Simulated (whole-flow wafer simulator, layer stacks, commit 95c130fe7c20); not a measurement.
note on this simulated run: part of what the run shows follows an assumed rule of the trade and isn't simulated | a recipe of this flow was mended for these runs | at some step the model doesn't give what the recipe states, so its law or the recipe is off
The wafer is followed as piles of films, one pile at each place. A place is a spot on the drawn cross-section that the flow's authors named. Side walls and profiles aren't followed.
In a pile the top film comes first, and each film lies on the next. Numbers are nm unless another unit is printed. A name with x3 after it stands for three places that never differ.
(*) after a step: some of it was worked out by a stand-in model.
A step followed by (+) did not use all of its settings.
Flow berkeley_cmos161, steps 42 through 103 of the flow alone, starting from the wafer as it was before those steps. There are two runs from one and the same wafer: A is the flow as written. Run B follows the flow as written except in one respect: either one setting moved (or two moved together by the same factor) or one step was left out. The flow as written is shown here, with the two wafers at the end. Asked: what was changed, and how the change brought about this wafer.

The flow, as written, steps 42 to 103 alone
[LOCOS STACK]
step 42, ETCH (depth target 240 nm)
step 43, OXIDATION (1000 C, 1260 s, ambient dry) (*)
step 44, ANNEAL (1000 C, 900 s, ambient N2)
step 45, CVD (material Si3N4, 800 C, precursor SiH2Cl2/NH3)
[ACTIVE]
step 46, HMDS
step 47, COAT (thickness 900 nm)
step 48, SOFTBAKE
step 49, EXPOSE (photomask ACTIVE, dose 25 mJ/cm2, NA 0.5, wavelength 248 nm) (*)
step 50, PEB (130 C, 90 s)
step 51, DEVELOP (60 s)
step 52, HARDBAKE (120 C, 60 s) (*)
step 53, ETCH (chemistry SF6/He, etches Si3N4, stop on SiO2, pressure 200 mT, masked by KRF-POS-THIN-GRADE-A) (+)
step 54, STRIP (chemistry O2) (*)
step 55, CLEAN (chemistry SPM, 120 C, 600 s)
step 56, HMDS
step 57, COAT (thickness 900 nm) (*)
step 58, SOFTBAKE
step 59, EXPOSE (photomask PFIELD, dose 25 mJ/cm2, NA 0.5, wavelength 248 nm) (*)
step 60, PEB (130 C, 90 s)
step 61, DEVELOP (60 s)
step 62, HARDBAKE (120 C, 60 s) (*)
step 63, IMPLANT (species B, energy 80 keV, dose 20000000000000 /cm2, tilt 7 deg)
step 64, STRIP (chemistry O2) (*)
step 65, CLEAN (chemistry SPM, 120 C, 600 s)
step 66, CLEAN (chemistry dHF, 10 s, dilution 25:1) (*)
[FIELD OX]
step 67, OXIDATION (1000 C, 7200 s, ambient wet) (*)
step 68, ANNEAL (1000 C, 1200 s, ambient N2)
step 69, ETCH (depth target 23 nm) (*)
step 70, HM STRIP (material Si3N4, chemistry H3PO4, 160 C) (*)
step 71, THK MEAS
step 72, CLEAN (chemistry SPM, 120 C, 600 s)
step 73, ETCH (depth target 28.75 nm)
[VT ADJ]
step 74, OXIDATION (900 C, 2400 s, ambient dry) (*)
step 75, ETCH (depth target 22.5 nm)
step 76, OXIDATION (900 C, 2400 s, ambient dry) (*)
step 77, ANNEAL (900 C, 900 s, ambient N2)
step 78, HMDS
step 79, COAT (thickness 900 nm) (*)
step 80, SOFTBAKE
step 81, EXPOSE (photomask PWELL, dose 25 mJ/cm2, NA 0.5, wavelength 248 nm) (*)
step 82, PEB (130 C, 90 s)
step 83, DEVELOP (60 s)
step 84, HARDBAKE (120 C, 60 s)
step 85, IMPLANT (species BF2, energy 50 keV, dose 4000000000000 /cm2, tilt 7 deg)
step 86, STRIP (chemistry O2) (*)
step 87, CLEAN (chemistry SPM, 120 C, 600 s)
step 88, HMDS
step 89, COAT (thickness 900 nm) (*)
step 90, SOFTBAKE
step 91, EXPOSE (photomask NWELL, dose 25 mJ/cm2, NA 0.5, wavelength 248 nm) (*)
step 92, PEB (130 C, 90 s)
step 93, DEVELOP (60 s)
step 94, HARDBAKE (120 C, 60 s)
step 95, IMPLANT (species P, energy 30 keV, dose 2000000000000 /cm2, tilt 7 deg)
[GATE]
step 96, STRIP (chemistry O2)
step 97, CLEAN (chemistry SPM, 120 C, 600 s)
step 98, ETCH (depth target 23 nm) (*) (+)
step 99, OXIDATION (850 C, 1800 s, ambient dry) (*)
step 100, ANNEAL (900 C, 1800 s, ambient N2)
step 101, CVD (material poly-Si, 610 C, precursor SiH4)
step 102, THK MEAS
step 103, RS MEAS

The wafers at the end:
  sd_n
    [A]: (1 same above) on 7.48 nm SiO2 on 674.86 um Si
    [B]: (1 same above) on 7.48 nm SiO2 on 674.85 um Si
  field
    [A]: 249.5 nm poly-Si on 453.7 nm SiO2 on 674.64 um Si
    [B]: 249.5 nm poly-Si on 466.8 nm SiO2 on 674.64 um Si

Cause: step 45, CVD: 680 C was run, whereas the flow has 800 C.

Step by step, how the change led to this:
  step 45, CVD (material Si3N4, 800 C, precursor SiH2Cl2/NH3)
      field, sd_n, spacer_n and 6 more: A Si3N4 gains 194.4 (new film) | B Si3N4 gains 25.3 (new film)
  step 53, ETCH (chemistry SF6/He, etches Si3N4, stop on SiO2, pressure 200 mT, masked by KRF-POS-THIN-GRADE-A) (+)
      sd_n, spacer_n, gate_n, sd_p, spacer_p, gate_p, contact, m1: A KrF-resist loses 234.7 | B KrF-resist loses 50.9
      field: A Si3N4 loses 194.4 (all of it), SiO2 loses 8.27 | B Si3N4 loses 25.3 (all of it), SiO2 loses 8.27
  step 54, STRIP (chemistry O2) (*)
      sd_n, spacer_n, gate_n, sd_p, spacer_p, gate_p, contact, m1: A KrF-resist loses 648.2 (all of it) | B KrF-resist loses 832.1 (all of it)
  step 57, COAT (thickness 900 nm) (*)
      field: A KrF-resist gains 955.6 (new film) | B KrF-resist gains 909.2 (new film)
      sd_n: A KrF-resist gains 796.1 (new film) | B KrF-resist gains 882.7 (new film)
      (as well as at 7 more places)
  step 61, DEVELOP (60 s)
      field: A KrF-resist loses 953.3 (all of it) | B KrF-resist loses 907 (all of it)
  step 64, STRIP (chemistry O2) (*)
      sd_n: A KrF-resist loses 779.3 (all of it) | B KrF-resist loses 865.6 (all of it)
      spacer_n: A KrF-resist loses 809.2 (all of it) | B KrF-resist loses 870.2 (all of it)
      (as well as at 6 more places)
  step 67, OXIDATION (1000 C, 7200 s, ambient wet) (*)
      sd_n, sd_p: A SiO2 gains 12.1 (new film), Si3N4 loses 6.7, SiO2 gains 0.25, Si loses 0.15 | B SiO2 gains 12.1 (new film), Si3N4 loses 6.7, SiO2 gains 31.8, Si loses 14.2
  step 70, HM STRIP (material Si3N4, chemistry H3PO4, 160 C) (*)
      sd_n, spacer_n, gate_n, sd_p, spacer_p, gate_p, contact, m1: A Si3N4 loses 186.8 (all of it), SiO2 loses 8.69 | B Si3N4 loses 17.6 (all of it), SiO2 loses 0.82
      field: A SiO2 loses 14.5 | B SiO2 loses 1.37
  step 73, ETCH (depth target 28.75 nm)
      sd_n, sd_p: A SiO2 loses 18.1 (all of it) | B SiO2 loses 28.8
      spacer_n, gate_n, spacer_p, gate_p, m1: A SiO2 loses 17.9 (all of it) | B SiO2 loses 25.7 (all of it)
      (as well as at 1 more place)
  step 74, OXIDATION (900 C, 2400 s, ambient dry) (*)
      sd_n, sd_p: A SiO2 gains 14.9 (new film), Si loses 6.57 | B SiO2 gains 6.47, Si loses 2.85
  step 75, ETCH (depth target 22.5 nm)
      sd_n, sd_p: A SiO2 loses 14.9 (all of it) | B SiO2 loses 22.5
  step 76, OXIDATION (900 C, 2400 s, ambient dry) (*)
      sd_n, sd_p: A SiO2 gains 14.9 (new film), Si loses 6.57 | B SiO2 gains 9.83, Si loses 4.32
  step 98, ETCH (depth target 23 nm) (*) (+)
      sd_n, sd_p: A SiO2 loses 14.9 (all of it) | B SiO2 loses 22.6 (all of it)
